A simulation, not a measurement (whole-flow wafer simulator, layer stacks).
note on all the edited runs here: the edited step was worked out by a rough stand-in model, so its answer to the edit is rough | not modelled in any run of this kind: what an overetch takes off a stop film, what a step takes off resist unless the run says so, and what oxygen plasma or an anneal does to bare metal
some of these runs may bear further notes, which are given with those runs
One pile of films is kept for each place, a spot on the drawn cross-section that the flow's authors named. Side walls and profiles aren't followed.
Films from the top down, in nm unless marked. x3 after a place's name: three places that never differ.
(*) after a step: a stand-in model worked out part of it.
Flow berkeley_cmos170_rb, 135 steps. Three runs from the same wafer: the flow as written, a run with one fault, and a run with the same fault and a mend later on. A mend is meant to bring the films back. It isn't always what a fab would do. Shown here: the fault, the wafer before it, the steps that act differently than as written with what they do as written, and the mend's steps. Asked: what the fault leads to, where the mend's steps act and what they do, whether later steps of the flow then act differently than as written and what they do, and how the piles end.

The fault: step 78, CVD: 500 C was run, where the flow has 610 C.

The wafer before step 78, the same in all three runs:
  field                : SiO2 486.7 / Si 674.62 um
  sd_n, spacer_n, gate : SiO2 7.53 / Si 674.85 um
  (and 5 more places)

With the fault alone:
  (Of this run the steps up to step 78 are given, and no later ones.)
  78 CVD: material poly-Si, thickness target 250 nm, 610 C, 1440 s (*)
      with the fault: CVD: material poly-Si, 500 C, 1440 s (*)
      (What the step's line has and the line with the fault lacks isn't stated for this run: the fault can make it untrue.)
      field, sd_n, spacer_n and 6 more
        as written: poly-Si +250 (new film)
        with the fault: poly-Si +13.8 (new film)
  After step 78 the piles differ from the flow's by more than 2% or 0.5 nm, whichever is larger, at field, sd_n, spacer_n and 6 more.
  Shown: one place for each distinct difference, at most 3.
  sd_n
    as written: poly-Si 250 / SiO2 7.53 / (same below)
    with the fault: poly-Si 13.8 / SiO2 7.53 / (same below)
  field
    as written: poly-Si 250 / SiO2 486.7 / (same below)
    with the fault: poly-Si 13.8 / SiO2 486.7 / (same below)

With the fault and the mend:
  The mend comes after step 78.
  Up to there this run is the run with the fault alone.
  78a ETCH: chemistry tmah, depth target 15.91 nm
      field, sd_n, spacer_n and 6 more
        poly-Si -13.8 (all of it)
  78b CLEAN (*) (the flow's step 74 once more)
      changes no film at any place that is followed
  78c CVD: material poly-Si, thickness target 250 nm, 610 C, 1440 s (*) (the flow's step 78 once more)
      field, sd_n, spacer_n and 6 more
        poly-Si +250 (new film)
  No later step of the flow acts differently than as written, at any place that is followed, by more than 2% or 0.5 nm, whichever is larger.
  At the end the piles are the same as the flow's at every place that both follow.
